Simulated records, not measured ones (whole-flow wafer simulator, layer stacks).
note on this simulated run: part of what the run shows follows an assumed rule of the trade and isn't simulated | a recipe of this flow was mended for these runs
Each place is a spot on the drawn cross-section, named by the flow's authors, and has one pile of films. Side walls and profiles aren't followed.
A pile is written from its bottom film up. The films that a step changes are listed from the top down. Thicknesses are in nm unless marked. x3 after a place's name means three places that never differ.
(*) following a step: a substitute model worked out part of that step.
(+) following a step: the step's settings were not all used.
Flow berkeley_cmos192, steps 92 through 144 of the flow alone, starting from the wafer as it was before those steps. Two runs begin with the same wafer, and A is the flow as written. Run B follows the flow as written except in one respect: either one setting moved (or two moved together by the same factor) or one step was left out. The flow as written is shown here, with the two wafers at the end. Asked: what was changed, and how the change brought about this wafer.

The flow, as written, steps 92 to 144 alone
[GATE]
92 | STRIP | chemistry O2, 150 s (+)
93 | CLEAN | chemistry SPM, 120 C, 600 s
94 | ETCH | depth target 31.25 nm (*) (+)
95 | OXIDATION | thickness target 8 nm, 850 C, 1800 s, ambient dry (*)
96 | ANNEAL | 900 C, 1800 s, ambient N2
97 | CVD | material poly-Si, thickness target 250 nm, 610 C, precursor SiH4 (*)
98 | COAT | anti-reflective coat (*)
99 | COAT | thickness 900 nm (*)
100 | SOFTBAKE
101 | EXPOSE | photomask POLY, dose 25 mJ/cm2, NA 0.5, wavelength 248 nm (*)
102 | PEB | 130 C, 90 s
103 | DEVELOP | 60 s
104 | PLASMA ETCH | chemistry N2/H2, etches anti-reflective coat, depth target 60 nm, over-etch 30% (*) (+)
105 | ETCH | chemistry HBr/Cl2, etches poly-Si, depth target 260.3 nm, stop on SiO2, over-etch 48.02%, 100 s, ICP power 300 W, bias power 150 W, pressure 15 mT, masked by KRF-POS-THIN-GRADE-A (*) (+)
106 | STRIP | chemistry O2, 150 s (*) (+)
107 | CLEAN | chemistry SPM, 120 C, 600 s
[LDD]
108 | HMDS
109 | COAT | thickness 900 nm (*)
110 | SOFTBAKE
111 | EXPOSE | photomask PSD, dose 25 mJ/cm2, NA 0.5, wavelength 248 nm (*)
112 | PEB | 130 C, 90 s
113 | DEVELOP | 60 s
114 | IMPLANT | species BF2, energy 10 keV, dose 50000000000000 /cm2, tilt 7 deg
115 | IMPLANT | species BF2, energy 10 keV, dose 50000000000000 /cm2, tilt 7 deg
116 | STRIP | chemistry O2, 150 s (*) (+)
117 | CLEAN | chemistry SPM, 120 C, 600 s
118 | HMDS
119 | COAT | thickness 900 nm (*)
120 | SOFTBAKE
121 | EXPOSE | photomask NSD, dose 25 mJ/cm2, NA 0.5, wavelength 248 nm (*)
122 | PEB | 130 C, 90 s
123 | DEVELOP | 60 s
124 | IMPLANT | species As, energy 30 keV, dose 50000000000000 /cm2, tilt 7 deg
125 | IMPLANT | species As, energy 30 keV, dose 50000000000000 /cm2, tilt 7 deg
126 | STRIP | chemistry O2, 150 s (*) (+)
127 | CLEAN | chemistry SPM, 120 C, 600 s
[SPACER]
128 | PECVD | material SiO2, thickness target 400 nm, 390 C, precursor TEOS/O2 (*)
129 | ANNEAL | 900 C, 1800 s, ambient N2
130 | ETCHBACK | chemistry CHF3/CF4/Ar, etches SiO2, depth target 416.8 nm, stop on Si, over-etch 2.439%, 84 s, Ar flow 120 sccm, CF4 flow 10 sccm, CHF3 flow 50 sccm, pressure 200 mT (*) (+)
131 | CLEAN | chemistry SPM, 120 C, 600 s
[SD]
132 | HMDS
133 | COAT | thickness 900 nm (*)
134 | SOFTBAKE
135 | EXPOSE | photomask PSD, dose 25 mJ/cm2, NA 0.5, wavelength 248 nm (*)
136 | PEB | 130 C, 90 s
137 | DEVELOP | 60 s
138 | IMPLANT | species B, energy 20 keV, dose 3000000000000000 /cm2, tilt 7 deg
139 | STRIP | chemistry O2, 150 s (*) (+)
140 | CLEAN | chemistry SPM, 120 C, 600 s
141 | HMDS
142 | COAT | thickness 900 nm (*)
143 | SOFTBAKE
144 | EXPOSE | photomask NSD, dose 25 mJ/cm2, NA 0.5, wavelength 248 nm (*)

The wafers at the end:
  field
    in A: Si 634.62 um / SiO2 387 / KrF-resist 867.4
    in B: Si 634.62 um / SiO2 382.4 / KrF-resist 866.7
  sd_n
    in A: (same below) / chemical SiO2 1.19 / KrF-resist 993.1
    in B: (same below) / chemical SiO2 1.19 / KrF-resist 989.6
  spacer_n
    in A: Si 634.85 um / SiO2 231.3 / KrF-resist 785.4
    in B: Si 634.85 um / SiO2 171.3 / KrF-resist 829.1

Cause: step 97, CVD: thickness target 190 nm was run, whereas the flow has thickness target 250 nm.

The path from the change to this, step by step:
  97 | CVD | material poly-Si, thickness target 250 nm, 610 C, precursor SiH4 (*)
      field, sd_n, spacer_n and 6 more: A +250 poly-Si (new film) | B +190 poly-Si (new film)
  98 | COAT | anti-reflective coat (*)
      field: A +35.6 anti-reflective coat (new film) | B +34.6 anti-reflective coat (new film)
      contact: A +55.4 anti-reflective coat (new film) | B +54 anti-reflective coat (new film)
  104 | PLASMA ETCH | chemistry N2/H2, etches anti-reflective coat, depth target 60 nm, over-etch 30% (*) (+)
      field: A -35.6 anti-reflective coat (all of it), -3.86 poly-Si | B -34.6 anti-reflective coat (all of it), -3.8 poly-Si
      contact: A -55.4 anti-reflective coat (all of it), -3.35 poly-Si | B -54 anti-reflective coat (all of it), -3.3 poly-Si
  105 | ETCH | chemistry HBr/Cl2, etches poly-Si, depth target 260.3 nm, stop on SiO2, over-etch 48.02%, 100 s, ICP power 300 W, bias power 150 W, pressure 15 mT, masked by KRF-POS-THIN-GRADE-A (*) (+)
      field: A -246.1 poly-Si (all of it), -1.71 SiO2 | B -186.2 poly-Si (all of it), -6.32 SiO2
      sd_n: A -248.9 poly-Si (all of it), -1.5 SiO2 | B -188.9 poly-Si (all of it), -6.12 SiO2
      (also at 5 further places)
  109 | COAT | thickness 900 nm (*)
      gate: A +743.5 KrF-resist (new film) | B +792.2 KrF-resist (new film)
      gate_p: A +739.8 KrF-resist (new film) | B +788.5 KrF-resist (new film)
  113 | DEVELOP | 60 s
      gate_p: A -738.2 KrF-resist (all of it) | B -786.8 KrF-resist (all of it)
  116 | STRIP | chemistry O2, 150 s (*) (+)
      gate: A -727 KrF-resist (all of it), +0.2 chemical SiO2, -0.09 poly-Si | B -775.5 KrF-resist (all of it), +0.2 chemical SiO2, -0.09 poly-Si
  119 | COAT | thickness 900 nm (*)
      gate: A +743.4 KrF-resist (new film) | B +791.5 KrF-resist (new film)
      gate_p: A +739.7 KrF-resist (new film) | B +787.8 KrF-resist (new film)
  123 | DEVELOP | 60 s
      gate: A -741.9 KrF-resist (all of it) | B -789.8 KrF-resist (all of it)
  126 | STRIP | chemistry O2, 150 s (*) (+)
      gate_p: A -723.2 KrF-resist (all of it), +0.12 chemical SiO2, -0.05 poly-Si | B -771.1 KrF-resist (all of it), +0.12 chemical SiO2, -0.05 poly-Si
  130 | ETCHBACK | chemistry CHF3/CF4/Ar, etches SiO2, depth target 416.8 nm, stop on Si, over-etch 2.439%, 84 s, Ar flow 120 sccm, CF4 flow 10 sccm, CHF3 flow 50 sccm, pressure 200 mT (*) (+)
      spacer_n: A -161 SiO2 | B -216.4 SiO2
      spacer_p: A -161 SiO2 | B -216.3 SiO2
  133 | COAT | thickness 900 nm (*)
      spacer_n: A +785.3 KrF-resist (new film) | B +828.9 KrF-resist (new film)
      gate: A +764.7 KrF-resist (new film) | B +807.4 KrF-resist (new film)
      (also at 2 further places)
  137 | DEVELOP | 60 s
      spacer_p: A -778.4 KrF-resist (all of it) | B -822 KrF-resist (all of it)
      gate_p: A -757.7 KrF-resist (all of it) | B -800.3 KrF-resist (all of it)
  139 | STRIP | chemistry O2, 150 s (*) (+)
      spacer_n: A -768.7 KrF-resist (all of it) | B -812.2 KrF-resist (all of it)
      gate: A -748.1 KrF-resist (all of it), +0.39 chemical SiO2, -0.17 poly-Si | B -790.8 KrF-resist (all of it), +0.39 chemical SiO2, -0.17 poly-Si
  142 | COAT | thickness 900 nm (*)
      spacer_n: A +785.4 KrF-resist (new film) | B +829.1 KrF-resist (new film)
      gate: A +764.6 KrF-resist (new film) | B +807.5 KrF-resist (new film)
      (also at 2 further places)
